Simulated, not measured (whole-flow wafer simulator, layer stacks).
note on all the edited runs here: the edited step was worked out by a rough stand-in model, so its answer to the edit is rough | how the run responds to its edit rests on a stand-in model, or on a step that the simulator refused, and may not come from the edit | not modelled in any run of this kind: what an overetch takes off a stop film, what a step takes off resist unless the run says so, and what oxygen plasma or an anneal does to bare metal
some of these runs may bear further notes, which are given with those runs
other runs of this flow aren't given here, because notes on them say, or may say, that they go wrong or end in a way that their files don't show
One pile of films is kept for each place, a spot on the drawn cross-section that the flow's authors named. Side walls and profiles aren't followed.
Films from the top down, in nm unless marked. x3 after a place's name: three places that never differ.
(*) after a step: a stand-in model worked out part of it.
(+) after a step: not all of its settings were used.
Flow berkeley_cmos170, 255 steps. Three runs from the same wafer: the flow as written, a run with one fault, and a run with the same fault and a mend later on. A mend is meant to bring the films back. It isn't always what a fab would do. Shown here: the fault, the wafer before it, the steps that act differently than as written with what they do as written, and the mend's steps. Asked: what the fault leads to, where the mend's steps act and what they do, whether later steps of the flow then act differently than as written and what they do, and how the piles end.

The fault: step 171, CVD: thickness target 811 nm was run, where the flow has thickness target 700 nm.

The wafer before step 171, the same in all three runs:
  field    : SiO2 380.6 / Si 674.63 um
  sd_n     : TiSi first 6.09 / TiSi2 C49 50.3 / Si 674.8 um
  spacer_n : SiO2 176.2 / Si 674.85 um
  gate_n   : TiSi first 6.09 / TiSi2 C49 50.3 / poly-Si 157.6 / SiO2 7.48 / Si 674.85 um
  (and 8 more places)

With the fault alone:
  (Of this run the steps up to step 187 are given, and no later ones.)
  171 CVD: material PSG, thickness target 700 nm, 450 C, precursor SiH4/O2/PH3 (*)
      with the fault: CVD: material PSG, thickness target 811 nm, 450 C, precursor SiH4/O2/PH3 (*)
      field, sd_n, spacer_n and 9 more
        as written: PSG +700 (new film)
        with the fault: PSG +811 (new film)
  Later steps of the flow that act differently than as written (6 more steps differ only slightly, by at most 2% or 0.5 nm, whichever is larger, and aren't shown):
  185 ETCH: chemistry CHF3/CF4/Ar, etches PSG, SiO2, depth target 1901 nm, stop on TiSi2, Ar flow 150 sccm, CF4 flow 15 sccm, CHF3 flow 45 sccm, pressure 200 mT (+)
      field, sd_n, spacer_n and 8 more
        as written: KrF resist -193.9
        with the fault: KrF resist -221.7
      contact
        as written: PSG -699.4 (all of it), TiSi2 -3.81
        with the fault: PSG -810.4 (all of it), TiSi2 -3.81
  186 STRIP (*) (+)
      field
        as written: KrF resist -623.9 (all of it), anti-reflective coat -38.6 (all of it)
        with the fault: KrF resist -595.8 (all of it), anti-reflective coat -38.8 (all of it)
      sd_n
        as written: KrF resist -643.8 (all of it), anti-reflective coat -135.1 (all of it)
        with the fault: KrF resist -614.9 (all of it), anti-reflective coat -136.1 (all of it)
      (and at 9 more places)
  After step 187 the piles differ from the flow's by more than 2% or 0.5 nm, whichever is larger, at field, sd_n, spacer_n and 8 more.
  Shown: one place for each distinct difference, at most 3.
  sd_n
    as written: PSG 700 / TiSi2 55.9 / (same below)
    with the fault: PSG 811 / TiSi2 55.9 / (same below)
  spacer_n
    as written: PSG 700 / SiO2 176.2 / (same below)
    with the fault: PSG 811 / SiO2 176.2 / (same below)
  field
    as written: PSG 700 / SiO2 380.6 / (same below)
    with the fault: PSG 811 / SiO2 380.6 / (same below)

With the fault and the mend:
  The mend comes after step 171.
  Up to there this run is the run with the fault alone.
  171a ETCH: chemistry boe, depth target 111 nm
      field, sd_n, spacer_n and 9 more
        PSG -111
  No later step of the flow acts differently than as written, at any place that is followed, by more than 2% or 0.5 nm, whichever is larger.
  At the end the piles differ from the flow's only slightly at the places that both follow, by at most 2% or 0.5 nm, whichever is larger.
